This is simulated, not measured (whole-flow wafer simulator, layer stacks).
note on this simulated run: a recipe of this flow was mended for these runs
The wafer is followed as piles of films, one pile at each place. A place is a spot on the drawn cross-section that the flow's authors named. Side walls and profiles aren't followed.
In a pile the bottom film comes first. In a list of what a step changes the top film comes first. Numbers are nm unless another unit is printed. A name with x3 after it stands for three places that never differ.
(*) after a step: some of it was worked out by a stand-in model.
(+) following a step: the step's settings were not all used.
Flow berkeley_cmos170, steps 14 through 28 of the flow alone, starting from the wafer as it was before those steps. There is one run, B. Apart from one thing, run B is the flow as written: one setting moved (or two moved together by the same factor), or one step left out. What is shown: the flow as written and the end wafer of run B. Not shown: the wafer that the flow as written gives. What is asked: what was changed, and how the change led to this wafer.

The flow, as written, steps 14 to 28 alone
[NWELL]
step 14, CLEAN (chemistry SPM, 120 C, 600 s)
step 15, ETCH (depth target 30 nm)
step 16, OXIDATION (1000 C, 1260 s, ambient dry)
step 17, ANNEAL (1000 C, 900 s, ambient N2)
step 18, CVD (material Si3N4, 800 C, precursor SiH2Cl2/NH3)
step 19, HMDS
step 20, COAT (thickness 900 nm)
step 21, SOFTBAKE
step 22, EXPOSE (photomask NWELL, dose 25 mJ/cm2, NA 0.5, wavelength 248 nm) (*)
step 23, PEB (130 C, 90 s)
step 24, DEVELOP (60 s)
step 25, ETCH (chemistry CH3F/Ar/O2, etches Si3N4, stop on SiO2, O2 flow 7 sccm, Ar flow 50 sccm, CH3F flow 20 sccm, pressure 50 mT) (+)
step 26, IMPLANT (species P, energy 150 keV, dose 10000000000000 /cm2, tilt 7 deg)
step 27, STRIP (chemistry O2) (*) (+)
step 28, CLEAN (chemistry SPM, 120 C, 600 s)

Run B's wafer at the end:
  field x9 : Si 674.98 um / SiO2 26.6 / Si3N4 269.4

The reason: step 18, CVD: 820 C was run, whereas the flow has 800 C.

How this came from the change, step by step:
  step 18, CVD (material Si3N4, 800 C, precursor SiH2Cl2/NH3)
      field x9, mark, sd_p x3: +269.4 Si3N4 (new film) (it would be, as written: +224 Si3N4 (new film))
  step 25, ETCH (chemistry CH3F/Ar/O2, etches Si3N4, stop on SiO2, O2 flow 7 sccm, Ar flow 50 sccm, CH3F flow 20 sccm, pressure 50 mT) (+)
      field x9, mark: -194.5 KrF-resist (it would be, as written: -164.2 KrF-resist)
      sd_p x3: -269.4 Si3N4 (all of it), -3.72 SiO2 (it would be, as written: -224 Si3N4 (all of it), -3.72 SiO2)
  step 27, STRIP (chemistry O2) (*) (+)
      field x9, mark: -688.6 KrF-resist (all of it) (it would be, as written: -718.8 KrF-resist (all of it))
